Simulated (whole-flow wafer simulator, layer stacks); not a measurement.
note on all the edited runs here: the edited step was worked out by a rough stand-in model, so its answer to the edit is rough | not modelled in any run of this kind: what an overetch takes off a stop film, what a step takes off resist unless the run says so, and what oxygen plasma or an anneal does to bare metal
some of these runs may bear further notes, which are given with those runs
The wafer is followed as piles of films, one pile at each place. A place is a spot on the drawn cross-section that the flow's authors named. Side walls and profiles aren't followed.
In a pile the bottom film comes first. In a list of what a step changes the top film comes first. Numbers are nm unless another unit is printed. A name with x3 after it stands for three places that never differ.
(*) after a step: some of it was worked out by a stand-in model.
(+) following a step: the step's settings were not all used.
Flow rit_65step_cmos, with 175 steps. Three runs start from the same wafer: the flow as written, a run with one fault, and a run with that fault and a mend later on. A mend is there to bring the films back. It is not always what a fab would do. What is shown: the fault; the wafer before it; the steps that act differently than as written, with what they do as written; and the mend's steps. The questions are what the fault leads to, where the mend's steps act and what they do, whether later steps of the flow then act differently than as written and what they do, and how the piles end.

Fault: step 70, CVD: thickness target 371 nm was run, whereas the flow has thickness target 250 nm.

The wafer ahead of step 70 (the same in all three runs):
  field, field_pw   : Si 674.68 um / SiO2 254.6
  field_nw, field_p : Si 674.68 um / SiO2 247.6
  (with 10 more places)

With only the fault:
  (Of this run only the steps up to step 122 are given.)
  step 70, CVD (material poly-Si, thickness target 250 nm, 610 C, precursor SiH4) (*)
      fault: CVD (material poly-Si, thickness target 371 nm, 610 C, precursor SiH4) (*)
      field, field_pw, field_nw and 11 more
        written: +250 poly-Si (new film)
        fault: +371 poly-Si (new film)
  Later steps of the flow acting differently than as written (not shown: 3 more steps that differ only slightly, by at most 2% or 0.5 nm, whichever is larger):
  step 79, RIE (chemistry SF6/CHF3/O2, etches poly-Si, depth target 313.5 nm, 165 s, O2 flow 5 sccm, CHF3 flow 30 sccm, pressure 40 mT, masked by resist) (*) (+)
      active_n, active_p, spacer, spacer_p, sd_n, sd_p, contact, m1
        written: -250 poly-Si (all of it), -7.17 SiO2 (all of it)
        fault: -313.5 poly-Si
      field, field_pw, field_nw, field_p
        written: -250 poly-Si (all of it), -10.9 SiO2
        fault: -313.5 poly-Si
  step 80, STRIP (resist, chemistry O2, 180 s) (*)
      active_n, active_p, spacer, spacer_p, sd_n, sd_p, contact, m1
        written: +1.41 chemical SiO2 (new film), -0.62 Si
        fault: +1.41 chemical SiO2 (new film), -0.62 poly-Si
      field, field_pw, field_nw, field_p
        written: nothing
        fault: +1.41 chemical SiO2 (new film), -0.62 poly-Si
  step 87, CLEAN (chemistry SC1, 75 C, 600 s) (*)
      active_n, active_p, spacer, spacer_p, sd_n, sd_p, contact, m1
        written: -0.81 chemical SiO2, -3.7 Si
        fault: -0.81 chemical SiO2, -3.7 poly-Si
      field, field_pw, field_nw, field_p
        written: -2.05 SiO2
        fault: -0.81 chemical SiO2, -3.7 poly-Si
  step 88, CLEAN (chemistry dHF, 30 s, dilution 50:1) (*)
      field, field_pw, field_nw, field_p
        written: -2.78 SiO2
        fault: -0.6 chemical SiO2 (all of it)
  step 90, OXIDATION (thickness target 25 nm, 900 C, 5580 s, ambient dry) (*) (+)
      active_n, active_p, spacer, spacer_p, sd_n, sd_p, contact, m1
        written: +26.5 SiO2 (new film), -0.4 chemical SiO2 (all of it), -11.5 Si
        fault: +28.9 SiO2 (new film), -0.4 chemical SiO2 (all of it), -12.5 poly-Si
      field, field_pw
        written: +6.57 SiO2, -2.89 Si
        fault: +28.9 SiO2 (new film), -0.4 chemical SiO2 (all of it), -12.5 poly-Si
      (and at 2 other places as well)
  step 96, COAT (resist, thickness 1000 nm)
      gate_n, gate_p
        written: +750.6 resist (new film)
        fault: +700.9 resist (new film)
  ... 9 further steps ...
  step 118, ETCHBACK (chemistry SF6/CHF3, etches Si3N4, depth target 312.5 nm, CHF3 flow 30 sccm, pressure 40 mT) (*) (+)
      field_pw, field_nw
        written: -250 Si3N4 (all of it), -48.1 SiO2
        fault: -250 Si3N4 (all of it), -24.1 SiO2 (all of it), -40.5 poly-Si (all of it), -4.41 SiO2
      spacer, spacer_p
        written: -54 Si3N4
        fault: +0.96 Si3N4
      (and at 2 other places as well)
  After step 122, at field, field_pw, field_nw, field_p, gate_n, gate_p, spacer, spacer_p, the piles differ from the flow's by more than 2% or 0.5 nm, whichever is larger.
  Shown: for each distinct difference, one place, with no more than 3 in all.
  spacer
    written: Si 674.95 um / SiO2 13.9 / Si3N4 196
    fault: Si 674.97 um / SiO2 7.17 / poly-Si 40.5 / SiO2 16.3 / Si3N4 251
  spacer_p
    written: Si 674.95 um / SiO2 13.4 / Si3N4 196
    fault: Si 674.97 um / SiO2 7.17 / poly-Si 40.5 / SiO2 15.7 / Si3N4 251
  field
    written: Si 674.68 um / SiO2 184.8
    fault: Si 674.68 um / SiO2 242.5

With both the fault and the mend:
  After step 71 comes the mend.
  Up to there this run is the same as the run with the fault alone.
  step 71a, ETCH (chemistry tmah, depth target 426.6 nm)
      field, field_pw, field_nw and 11 more
        -371 poly-Si (all of it)
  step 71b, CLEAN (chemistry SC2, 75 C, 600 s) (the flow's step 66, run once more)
      alters no film at any place that is followed
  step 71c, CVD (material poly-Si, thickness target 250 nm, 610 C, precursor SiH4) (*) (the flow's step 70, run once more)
      field, field_pw, field_nw and 11 more
        +250 poly-Si (new film)
  None of the later steps of the flow acts differently than as written at any place that is followed.
  By the end, the piles equal the flow's at every place that both follow.
